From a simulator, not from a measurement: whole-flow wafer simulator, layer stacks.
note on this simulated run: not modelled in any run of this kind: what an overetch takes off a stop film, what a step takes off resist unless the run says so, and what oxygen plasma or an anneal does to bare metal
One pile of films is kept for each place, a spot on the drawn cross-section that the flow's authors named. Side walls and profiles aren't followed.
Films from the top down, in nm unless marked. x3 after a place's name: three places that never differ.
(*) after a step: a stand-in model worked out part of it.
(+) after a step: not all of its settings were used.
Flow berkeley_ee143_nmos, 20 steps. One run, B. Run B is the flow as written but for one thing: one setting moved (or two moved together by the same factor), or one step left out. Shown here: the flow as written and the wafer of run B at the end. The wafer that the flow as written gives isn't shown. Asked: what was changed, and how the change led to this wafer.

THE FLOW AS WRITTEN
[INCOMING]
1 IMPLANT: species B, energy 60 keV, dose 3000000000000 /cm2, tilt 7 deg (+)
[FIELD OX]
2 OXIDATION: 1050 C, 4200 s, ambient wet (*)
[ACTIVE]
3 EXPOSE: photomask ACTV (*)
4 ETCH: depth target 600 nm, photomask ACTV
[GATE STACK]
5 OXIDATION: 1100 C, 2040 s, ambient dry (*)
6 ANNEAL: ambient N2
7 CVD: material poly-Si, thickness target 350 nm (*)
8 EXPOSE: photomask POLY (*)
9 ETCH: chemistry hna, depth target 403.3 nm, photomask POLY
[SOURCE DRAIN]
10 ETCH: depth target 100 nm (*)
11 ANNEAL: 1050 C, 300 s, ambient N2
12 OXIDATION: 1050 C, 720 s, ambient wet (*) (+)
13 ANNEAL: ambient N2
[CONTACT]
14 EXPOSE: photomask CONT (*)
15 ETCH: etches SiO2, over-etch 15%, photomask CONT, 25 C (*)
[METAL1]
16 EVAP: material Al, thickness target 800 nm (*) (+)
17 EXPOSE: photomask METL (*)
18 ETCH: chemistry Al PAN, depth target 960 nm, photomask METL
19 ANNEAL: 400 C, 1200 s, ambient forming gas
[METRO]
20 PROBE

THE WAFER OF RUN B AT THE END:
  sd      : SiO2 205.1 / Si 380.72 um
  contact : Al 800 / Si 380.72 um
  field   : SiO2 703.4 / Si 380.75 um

The cause: step 9, ETCH: depth target 294.8 nm was run, where the flow has depth target 403.3 nm.

How the change led to this, step by step:
  9 ETCH: chemistry hna, depth target 403.3 nm, photomask POLY
      sd, contact, field: poly-Si -294.8 (as written it would be: poly-Si -350 (all of it))
  10 ETCH: depth target 100 nm (*)
      sd, contact: nothing (as written it would be: SiO2 -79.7 (all of it))
      field: nothing (as written it would be: SiO2 -100)
  12 OXIDATION: 1050 C, 720 s, ambient wet (*) (+)
      sd, contact: poly-Si -55.2 (all of it), SiO2 +125.5 (as written it would be: SiO2 +189.4 (new film), Si -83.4)
      field: poly-Si -55.2 (all of it), SiO2 +125.5 (as written it would be: SiO2 +69.1, Si -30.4)
  15 ETCH: etches SiO2, over-etch 15%, photomask CONT, 25 C (*)
      contact: SiO2 -205.1 (all of it) (as written it would be: SiO2 -189.4 (all of it))
